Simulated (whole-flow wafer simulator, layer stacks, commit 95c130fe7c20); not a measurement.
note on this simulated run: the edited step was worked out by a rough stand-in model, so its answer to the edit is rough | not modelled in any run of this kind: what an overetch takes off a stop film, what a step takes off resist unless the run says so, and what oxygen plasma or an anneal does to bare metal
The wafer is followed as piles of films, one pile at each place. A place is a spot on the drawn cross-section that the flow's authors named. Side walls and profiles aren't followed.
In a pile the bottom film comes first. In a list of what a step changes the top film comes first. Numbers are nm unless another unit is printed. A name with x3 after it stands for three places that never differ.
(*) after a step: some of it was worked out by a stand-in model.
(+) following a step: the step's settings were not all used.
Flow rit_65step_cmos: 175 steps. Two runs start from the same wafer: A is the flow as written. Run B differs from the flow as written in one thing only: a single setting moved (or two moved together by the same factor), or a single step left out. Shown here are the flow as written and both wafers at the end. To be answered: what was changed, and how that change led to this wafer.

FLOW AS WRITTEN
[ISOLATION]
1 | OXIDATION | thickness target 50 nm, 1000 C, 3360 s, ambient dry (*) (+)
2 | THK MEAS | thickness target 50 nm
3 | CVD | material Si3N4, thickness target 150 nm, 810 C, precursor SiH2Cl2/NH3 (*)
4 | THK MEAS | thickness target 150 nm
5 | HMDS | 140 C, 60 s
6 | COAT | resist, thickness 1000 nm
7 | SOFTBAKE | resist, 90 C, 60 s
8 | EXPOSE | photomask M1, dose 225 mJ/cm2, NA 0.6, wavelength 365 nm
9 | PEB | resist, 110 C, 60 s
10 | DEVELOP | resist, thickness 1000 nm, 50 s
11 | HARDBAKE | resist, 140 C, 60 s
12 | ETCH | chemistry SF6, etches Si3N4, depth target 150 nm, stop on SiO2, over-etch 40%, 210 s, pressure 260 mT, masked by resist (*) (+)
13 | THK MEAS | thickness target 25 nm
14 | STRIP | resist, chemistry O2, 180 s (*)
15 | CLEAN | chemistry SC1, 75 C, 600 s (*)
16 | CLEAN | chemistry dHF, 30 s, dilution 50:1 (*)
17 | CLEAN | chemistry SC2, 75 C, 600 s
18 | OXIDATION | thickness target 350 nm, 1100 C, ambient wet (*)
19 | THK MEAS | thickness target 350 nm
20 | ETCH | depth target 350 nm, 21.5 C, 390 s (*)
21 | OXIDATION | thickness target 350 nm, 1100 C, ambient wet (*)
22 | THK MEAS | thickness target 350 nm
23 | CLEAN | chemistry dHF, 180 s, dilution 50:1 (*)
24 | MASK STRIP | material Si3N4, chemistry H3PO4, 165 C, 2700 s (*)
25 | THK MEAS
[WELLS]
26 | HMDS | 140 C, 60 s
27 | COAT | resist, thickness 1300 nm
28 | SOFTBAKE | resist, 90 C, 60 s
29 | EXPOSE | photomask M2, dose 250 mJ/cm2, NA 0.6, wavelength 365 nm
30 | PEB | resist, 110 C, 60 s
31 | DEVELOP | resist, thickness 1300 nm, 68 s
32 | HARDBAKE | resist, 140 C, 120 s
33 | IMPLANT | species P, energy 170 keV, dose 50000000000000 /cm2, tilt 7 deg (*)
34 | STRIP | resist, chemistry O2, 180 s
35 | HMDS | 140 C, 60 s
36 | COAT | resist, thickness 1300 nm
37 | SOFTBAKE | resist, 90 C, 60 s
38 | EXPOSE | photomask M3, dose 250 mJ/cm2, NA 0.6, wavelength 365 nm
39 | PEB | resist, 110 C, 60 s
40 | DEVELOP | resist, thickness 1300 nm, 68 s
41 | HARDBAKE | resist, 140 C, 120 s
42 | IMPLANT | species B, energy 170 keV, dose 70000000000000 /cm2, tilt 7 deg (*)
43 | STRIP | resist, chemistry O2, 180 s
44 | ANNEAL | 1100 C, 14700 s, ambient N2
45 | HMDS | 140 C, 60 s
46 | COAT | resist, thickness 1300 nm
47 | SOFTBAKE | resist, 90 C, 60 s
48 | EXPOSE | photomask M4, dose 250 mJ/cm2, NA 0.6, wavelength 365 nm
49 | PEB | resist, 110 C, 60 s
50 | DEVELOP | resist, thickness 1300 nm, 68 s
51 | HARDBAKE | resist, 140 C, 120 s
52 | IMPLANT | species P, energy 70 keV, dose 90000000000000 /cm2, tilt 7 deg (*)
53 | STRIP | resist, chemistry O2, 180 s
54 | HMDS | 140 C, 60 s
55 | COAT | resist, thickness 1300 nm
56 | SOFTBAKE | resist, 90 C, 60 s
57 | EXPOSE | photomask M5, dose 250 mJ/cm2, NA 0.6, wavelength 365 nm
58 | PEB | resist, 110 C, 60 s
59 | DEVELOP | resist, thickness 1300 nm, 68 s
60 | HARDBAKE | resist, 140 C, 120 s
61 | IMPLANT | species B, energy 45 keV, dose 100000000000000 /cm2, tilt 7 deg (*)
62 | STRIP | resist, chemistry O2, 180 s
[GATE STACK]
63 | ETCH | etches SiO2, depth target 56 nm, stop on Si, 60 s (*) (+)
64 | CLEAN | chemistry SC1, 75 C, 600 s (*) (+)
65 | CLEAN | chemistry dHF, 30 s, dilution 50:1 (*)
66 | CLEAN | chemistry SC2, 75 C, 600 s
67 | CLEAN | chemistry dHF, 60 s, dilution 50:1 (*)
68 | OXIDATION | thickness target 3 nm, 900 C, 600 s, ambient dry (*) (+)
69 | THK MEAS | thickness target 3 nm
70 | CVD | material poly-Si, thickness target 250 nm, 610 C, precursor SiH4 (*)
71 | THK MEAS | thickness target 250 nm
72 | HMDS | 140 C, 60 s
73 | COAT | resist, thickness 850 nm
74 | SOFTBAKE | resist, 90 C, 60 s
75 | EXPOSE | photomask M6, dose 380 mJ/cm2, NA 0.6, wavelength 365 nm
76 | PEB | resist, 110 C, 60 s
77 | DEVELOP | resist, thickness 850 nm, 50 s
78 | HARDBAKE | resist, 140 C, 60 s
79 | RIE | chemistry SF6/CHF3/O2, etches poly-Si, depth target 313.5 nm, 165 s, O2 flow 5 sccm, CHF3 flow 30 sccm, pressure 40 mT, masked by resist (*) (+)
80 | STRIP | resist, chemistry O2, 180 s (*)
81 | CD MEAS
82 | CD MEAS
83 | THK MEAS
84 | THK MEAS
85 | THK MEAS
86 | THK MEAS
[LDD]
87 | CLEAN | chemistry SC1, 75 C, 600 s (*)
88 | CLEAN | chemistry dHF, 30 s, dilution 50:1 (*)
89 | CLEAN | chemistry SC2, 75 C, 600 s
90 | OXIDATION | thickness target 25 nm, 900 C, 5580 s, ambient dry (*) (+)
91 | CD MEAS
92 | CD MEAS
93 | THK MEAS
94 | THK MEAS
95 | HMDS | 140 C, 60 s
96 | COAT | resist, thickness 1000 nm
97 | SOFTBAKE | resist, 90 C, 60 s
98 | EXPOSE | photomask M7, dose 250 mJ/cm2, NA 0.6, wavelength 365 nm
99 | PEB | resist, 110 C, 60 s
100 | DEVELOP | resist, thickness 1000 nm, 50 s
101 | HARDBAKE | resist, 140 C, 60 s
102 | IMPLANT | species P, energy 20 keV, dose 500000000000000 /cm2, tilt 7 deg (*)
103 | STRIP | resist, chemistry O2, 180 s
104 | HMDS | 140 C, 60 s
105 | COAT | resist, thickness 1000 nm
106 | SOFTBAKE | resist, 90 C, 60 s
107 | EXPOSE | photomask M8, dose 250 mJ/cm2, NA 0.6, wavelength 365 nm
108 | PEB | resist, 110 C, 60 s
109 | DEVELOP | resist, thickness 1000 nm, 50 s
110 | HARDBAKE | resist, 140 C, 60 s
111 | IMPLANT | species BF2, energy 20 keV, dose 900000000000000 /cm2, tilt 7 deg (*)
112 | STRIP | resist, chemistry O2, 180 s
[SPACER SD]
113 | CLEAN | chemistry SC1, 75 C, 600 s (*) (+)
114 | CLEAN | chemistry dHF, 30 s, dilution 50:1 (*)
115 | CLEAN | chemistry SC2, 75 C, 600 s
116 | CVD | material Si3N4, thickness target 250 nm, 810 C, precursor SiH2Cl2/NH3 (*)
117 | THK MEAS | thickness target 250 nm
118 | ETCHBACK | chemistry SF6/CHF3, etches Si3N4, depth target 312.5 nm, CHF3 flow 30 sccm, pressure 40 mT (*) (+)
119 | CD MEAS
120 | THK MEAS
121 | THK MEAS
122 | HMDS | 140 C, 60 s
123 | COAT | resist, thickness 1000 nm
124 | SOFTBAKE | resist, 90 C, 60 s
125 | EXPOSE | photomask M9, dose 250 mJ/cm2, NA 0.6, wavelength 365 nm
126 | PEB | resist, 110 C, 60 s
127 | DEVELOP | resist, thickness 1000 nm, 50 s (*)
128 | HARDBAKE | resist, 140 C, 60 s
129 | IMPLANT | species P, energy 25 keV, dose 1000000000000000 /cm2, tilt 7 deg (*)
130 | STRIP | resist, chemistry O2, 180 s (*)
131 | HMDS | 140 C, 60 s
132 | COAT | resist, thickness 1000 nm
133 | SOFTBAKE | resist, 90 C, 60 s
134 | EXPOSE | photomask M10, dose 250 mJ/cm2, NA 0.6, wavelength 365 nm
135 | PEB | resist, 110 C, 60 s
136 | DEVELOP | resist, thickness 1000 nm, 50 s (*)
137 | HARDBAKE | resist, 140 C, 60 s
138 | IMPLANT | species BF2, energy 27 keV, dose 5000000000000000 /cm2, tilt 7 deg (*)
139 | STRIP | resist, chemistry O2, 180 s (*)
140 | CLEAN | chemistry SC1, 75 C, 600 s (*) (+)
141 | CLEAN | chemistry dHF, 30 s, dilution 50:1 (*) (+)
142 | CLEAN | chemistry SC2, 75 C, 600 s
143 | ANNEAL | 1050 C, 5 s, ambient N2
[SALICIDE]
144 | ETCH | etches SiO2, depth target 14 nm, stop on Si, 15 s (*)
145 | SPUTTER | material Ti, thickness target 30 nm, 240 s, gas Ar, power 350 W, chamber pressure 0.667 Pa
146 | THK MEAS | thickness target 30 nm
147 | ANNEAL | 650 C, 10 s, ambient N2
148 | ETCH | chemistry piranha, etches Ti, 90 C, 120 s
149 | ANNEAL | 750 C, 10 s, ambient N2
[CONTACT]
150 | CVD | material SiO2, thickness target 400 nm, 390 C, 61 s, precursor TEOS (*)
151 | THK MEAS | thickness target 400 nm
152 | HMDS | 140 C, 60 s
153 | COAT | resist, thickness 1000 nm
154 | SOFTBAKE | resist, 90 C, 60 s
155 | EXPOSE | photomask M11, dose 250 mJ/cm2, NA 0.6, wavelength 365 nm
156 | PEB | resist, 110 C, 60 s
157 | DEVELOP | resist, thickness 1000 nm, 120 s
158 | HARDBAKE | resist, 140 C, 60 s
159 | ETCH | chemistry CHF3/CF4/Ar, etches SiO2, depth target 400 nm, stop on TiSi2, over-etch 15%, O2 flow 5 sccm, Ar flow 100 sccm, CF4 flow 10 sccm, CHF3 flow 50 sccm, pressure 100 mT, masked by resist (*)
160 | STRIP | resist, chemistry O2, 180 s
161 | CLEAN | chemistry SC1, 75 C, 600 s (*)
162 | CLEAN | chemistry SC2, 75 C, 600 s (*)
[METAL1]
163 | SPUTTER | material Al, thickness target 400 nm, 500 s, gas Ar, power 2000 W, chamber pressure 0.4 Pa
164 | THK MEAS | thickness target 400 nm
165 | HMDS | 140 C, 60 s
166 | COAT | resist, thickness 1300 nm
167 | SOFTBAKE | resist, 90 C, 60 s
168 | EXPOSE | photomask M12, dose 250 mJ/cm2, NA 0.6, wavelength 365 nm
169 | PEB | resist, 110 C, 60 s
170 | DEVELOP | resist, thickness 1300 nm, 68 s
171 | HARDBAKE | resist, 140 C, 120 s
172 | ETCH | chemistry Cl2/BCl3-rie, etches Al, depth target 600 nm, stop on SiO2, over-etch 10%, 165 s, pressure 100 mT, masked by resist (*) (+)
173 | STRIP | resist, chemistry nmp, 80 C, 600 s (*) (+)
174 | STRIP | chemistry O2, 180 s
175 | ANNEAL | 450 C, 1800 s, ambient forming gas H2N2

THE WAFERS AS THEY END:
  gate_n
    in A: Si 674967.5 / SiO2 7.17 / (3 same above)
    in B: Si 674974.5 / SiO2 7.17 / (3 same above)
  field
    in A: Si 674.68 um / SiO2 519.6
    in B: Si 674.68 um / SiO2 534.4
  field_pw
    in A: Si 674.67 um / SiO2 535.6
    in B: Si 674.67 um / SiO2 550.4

The reason: step 63, ETCH: depth target 41 nm was run, though the flow has depth target 56 nm; step 63, ETCH: 44 s was run, where the flow has 60 s.

The path from the change to this, step by step:
  63 | ETCH | etches SiO2, depth target 56 nm, stop on Si, 60 s (*) (+)
      active_n, active_p, gate_n and 7 more: A SiO2 loses 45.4 (all of it), Si loses 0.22 | B SiO2 loses 41.1
      field, field_pw, field_nw, field_p: A SiO2 loses 56 | B SiO2 loses 41.1
  64 | CLEAN | chemistry SC1, 75 C, 600 s (*) (+)
      active_n, active_p, gate_n and 7 more: A chemical SiO2 gains 0.6 (new film), Si loses 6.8 | B SiO2 loses 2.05
  65 | CLEAN | chemistry dHF, 30 s, dilution 50:1 (*)
      gate_n, gate_p, spacer, spacer_p, sd_n, sd_p, contact, m1: A chemical SiO2 loses 0.6 (all of it) | B SiO2 loses 2.31 (all of it)
      active_n, active_p: A chemical SiO2 loses 0.6 (all of it) | B SiO2 loses 2.28 (all of it)
